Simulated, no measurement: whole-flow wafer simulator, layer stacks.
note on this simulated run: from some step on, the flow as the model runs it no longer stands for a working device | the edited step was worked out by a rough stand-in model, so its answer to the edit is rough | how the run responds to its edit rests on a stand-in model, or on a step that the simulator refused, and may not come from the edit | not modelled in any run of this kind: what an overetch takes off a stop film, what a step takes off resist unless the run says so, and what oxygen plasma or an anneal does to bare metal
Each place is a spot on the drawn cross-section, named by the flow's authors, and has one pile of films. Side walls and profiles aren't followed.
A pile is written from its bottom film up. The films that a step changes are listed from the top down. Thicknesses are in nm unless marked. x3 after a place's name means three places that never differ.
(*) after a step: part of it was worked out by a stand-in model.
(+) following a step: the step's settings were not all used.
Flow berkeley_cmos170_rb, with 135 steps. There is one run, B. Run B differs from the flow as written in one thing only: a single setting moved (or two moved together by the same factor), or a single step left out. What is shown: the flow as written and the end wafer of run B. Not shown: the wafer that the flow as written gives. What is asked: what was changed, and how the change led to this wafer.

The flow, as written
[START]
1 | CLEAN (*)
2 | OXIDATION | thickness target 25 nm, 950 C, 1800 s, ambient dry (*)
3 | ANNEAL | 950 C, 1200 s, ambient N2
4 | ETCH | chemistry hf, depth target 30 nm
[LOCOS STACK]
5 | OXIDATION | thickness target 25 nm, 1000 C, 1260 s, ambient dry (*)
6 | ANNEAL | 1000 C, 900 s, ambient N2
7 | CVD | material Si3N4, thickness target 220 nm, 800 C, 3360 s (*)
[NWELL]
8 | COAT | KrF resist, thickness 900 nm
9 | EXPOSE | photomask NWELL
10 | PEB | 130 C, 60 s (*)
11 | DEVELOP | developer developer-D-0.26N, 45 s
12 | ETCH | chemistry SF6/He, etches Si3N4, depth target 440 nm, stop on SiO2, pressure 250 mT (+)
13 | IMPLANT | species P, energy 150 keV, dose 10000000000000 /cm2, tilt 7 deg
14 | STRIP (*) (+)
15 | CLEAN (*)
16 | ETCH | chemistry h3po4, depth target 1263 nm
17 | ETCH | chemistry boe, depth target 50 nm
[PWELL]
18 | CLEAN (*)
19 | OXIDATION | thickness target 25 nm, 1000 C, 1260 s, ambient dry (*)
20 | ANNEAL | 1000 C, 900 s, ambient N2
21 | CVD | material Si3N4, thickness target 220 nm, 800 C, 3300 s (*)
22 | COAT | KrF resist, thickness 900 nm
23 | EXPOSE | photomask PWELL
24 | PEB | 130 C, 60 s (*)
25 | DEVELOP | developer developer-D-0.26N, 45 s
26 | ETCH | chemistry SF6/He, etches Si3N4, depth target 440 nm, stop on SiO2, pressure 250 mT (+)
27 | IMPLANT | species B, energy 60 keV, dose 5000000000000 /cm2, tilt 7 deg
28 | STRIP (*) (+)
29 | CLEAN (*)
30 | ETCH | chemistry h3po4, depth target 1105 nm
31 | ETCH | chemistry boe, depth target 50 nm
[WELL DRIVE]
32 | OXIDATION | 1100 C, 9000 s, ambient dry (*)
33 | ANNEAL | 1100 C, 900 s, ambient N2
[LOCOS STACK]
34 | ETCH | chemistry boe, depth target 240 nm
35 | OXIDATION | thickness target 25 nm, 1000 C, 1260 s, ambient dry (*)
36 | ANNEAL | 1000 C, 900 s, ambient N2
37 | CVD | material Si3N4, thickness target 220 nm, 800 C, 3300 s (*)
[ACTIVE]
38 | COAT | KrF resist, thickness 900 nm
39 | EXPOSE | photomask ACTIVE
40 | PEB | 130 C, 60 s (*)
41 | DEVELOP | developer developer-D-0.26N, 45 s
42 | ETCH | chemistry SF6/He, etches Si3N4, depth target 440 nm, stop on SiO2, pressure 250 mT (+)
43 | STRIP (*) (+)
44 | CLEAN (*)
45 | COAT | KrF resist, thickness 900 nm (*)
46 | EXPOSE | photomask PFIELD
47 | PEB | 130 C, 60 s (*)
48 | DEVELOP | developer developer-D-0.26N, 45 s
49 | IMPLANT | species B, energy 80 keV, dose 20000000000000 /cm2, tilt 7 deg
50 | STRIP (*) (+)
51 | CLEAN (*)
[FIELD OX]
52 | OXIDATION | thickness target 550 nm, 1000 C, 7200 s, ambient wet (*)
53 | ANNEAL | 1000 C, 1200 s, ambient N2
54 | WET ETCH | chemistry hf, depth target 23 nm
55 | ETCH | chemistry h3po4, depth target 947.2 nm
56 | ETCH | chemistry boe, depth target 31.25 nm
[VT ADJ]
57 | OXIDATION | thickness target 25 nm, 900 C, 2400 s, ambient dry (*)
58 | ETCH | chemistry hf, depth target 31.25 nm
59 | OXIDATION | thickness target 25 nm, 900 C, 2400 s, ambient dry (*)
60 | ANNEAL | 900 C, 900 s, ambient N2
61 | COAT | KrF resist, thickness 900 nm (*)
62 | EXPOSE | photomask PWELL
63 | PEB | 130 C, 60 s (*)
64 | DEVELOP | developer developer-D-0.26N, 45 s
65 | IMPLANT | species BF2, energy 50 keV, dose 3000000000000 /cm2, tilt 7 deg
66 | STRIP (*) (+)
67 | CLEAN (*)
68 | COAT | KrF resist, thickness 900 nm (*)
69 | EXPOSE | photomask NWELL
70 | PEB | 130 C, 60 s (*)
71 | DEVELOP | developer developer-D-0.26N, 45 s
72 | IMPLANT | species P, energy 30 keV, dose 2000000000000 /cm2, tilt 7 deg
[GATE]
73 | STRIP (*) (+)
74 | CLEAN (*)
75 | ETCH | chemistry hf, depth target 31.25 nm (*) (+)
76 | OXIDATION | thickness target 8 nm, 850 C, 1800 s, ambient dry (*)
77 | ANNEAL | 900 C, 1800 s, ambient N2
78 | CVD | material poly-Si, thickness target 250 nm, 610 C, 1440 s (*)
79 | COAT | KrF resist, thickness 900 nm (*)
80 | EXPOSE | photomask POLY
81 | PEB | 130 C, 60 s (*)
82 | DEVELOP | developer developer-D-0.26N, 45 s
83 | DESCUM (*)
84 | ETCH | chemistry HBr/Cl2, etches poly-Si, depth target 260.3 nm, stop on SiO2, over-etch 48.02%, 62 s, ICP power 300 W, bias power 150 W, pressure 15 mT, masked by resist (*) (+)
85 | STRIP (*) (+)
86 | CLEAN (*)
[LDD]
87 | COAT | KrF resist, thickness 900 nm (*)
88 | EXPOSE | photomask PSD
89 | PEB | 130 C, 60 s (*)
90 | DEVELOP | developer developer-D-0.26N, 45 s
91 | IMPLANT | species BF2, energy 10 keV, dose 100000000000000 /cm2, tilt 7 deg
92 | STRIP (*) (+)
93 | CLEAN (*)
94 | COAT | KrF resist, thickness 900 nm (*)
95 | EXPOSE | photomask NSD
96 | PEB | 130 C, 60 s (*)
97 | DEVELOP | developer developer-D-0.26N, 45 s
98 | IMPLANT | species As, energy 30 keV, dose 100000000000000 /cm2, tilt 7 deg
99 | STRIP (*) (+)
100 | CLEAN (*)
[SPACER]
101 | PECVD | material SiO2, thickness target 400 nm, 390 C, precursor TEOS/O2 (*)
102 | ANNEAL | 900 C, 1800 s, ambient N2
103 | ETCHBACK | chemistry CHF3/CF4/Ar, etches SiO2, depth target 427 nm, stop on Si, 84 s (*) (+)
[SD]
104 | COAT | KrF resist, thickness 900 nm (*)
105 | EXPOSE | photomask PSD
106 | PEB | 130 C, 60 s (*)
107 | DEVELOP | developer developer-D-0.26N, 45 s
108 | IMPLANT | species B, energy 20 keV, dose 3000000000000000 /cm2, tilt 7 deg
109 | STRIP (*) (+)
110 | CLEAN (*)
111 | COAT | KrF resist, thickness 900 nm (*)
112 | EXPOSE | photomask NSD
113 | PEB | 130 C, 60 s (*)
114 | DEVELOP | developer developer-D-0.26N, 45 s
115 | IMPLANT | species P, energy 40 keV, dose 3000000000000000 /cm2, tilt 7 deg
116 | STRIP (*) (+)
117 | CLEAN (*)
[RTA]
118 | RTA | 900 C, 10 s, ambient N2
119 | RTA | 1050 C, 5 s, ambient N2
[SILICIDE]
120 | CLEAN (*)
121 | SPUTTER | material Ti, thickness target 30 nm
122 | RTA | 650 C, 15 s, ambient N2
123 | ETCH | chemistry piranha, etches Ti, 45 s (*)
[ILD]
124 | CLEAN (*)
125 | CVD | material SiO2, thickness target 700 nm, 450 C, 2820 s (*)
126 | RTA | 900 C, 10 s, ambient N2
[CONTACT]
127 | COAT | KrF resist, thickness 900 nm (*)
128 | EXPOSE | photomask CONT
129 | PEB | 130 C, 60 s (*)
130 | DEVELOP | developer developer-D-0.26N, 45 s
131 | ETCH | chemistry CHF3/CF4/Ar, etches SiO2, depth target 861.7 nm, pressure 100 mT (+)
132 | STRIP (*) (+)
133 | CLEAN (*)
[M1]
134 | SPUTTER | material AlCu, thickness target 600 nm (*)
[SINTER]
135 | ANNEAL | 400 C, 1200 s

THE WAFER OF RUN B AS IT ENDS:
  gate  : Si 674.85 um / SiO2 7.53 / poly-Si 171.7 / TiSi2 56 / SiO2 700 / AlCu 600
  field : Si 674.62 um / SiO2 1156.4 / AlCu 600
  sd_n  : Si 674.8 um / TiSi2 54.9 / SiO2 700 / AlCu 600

What caused this: step 78, CVD: thickness target 225 nm was run, while the flow as written has thickness target 250 nm.

The path from the change to this, step by step:
  78 | CVD | material poly-Si, thickness target 250 nm, 610 C, 1440 s (*)
      field, sd_n, spacer_n and 6 more: +225 poly-Si (new film) (as written it would have been: +250 poly-Si (new film))
  84 | ETCH | chemistry HBr/Cl2, etches poly-Si, depth target 260.3 nm, stop on SiO2, over-etch 48.02%, 62 s, ICP power 300 W, bias power 150 W, pressure 15 mT, masked by resist (*) (+)
      field, sd_n, spacer_n, sd_p, spacer_p, contact, m1: -225 poly-Si (all of it), -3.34 SiO2 (as written it would have been: -250 poly-Si (all of it), -1.42 SiO2)
  87 | COAT | KrF resist, thickness 900 nm (*)
      gate: +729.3 KrF resist (new film) (as written it would have been: +706 KrF resist (new film))
      gate_p: +729.9 KrF resist (new film) (as written it would have been: +706.3 KrF resist (new film))
  90 | DEVELOP | developer developer-D-0.26N, 45 s
      gate_p: -729.9 KrF resist (all of it) (as written it would have been: -706.3 KrF resist (all of it))
  92 | STRIP (*) (+)
      gate: -715.1 KrF resist (all of it) (as written it would have been: -691.8 KrF resist (all of it))
  94 | COAT | KrF resist, thickness 900 nm (*)
      gate: +729.3 KrF resist (new film) (as written it would have been: +706 KrF resist (new film))
      gate_p: +729.9 KrF resist (new film) (as written it would have been: +706.3 KrF resist (new film))
  97 | DEVELOP | developer developer-D-0.26N, 45 s
      gate: -729.3 KrF resist (all of it) (as written it would have been: -706 KrF resist (all of it))
  99 | STRIP (*) (+)
      gate_p: -715.7 KrF resist (all of it) (as written it would have been: -692.1 KrF resist (all of it))
  103 | ETCHBACK | chemistry CHF3/CF4/Ar, etches SiO2, depth target 427 nm, stop on Si, 84 s (*) (+)
      spacer_n: -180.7 SiO2 (as written it would have been: -157.9 SiO2)
      spacer_p: -180.6 SiO2 (as written it would have been: -157.9 SiO2)
  104 | COAT | KrF resist, thickness 900 nm (*)
      spacer_n: +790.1 KrF resist (new film) (as written it would have been: +766.3 KrF resist (new film))
      gate: +765.4 KrF resist (new film) (as written it would have been: +742.1 KrF resist (new film))
      (also at 2 further places)
  107 | DEVELOP | developer developer-D-0.26N, 45 s
      spacer_p: -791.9 KrF resist (all of it) (as written it would have been: -767.7 KrF resist (all of it))
      gate_p: -766.8 KrF resist (all of it) (as written it would have been: -743.2 KrF resist (all of it))
  109 | STRIP (*) (+)
      spacer_n: -775.9 KrF resist (all of it) (as written it would have been: -752.1 KrF resist (all of it))
      gate: -751.2 KrF resist (all of it) (as written it would have been: -727.9 KrF resist (all of it))
  111 | COAT | KrF resist, thickness 900 nm (*)
      spacer_n: +790.1 KrF resist (new film) (as written it would have been: +766.3 KrF resist (new film))
      gate: +765.4 KrF resist (new film) (as written it would have been: +742.1 KrF resist (new film))
      (also at 2 further places)
  114 | DEVELOP | developer developer-D-0.26N, 45 s
      spacer_n: -790.1 KrF resist (all of it) (as written it would have been: -766.3 KrF resist (all of it))
      gate: -765.4 KrF resist (all of it) (as written it would have been: -742.1 KrF resist (all of it))
  116 | STRIP (*) (+)
      spacer_p: -777.7 KrF resist (all of it) (as written it would have been: -753.5 KrF resist (all of it))
      gate_p: -752.6 KrF resist (all of it) (as written it would have been: -729 KrF resist (all of it))
  121 | SPUTTER | material Ti, thickness target 30 nm
      sd_n, spacer_n, spacer_p: +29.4 Ti (new film) (as written it would have been: +30 Ti (new film))
      sd_p: +26.2 Ti (new film) (as written it would have been: +27.1 Ti (new film))
  ... another 2 steps ...
  126 | RTA | 900 C, 10 s, ambient N2
      sd_p: under 1 film: +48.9 TiSi2 (new film), -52 TiSi2 C49 (all of it) (as written it would have been: under 1 film: +50.7 TiSi2 (new film), -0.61 TiSi first (all of it), -52.9 TiSi2 C49 (all of it), -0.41 Si)
      sd_n: under 1 film: +54.9 TiSi2 (new film), -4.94 TiSi first (all of it), -50.9 TiSi2 C49 (all of it), -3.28 Si (as written it would have been: under 1 film: +56 TiSi2 (new film), -6.2 TiSi first (all of it), -50.3 TiSi2 C49 (all of it), -4.12 Si)
